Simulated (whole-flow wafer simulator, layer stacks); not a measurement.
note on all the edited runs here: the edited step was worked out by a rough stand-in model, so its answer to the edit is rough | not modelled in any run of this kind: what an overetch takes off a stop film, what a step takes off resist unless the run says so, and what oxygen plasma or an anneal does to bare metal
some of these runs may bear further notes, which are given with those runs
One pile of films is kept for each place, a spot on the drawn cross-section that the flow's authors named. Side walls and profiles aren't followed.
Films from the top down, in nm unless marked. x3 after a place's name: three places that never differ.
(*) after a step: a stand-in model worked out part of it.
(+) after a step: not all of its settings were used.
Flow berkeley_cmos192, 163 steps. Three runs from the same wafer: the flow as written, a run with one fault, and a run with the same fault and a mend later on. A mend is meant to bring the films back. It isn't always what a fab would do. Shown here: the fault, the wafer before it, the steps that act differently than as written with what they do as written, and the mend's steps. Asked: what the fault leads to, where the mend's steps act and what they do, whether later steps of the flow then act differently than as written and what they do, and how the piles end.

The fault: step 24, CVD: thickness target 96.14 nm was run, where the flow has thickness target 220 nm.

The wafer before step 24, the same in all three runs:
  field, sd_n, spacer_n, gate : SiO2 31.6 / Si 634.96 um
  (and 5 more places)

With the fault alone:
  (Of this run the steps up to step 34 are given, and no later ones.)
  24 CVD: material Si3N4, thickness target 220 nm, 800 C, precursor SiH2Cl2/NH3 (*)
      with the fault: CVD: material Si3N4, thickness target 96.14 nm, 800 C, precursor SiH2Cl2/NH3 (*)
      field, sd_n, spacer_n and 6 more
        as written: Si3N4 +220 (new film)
        with the fault: Si3N4 +96.1 (new film)
  Later steps of the flow that act differently than as written:
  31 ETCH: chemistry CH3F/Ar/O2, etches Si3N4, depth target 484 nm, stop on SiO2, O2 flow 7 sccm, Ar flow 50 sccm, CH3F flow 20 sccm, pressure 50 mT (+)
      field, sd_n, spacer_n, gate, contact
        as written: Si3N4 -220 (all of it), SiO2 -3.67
        with the fault: Si3N4 -96.1 (all of it), SiO2 -3.67
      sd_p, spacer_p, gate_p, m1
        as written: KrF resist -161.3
        with the fault: KrF resist -78.8
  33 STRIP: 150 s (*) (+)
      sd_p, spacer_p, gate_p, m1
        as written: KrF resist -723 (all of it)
        with the fault: KrF resist -805.6 (all of it)
  After step 34 the piles differ from the flow's by more than 2% or 0.5 nm, whichever is larger, at sd_p, spacer_p, gate_p, m1.
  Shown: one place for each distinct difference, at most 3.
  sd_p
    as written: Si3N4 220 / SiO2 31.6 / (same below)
    with the fault: Si3N4 96.1 / SiO2 31.6 / (same below)

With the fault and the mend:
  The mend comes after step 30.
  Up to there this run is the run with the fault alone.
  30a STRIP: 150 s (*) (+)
      sd_p, spacer_p, gate_p, m1
        KrF resist -884.4 (all of it)
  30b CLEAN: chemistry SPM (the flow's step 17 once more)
      changes no film at any place that is followed
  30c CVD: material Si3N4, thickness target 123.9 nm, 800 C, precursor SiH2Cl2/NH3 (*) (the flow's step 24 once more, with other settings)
      field, sd_n, spacer_n and 6 more
        Si3N4 +123.9
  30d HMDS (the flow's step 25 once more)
      changes no film at any place that is followed
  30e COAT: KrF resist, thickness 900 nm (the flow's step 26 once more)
      field, sd_n, spacer_n and 6 more
        KrF resist +900 (new film)
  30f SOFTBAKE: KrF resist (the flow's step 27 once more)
      changes no film at any place that is followed
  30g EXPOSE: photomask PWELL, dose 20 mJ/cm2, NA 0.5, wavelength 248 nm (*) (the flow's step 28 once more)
      changes no film at any place that is followed
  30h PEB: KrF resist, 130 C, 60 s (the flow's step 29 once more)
      field, sd_n, spacer_n and 6 more
        KrF resist -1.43
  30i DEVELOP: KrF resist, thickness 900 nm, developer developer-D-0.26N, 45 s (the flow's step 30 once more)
      field, sd_n, spacer_n, gate, contact
        KrF resist -898.6 (all of it)
      sd_p, spacer_p, gate_p, m1
        KrF resist -14.2
  No later step of the flow acts differently than as written, at any place that is followed, by more than 2% or 0.5 nm, whichever is larger.
  At the end the piles are the same as the flow's at every place that both follow.
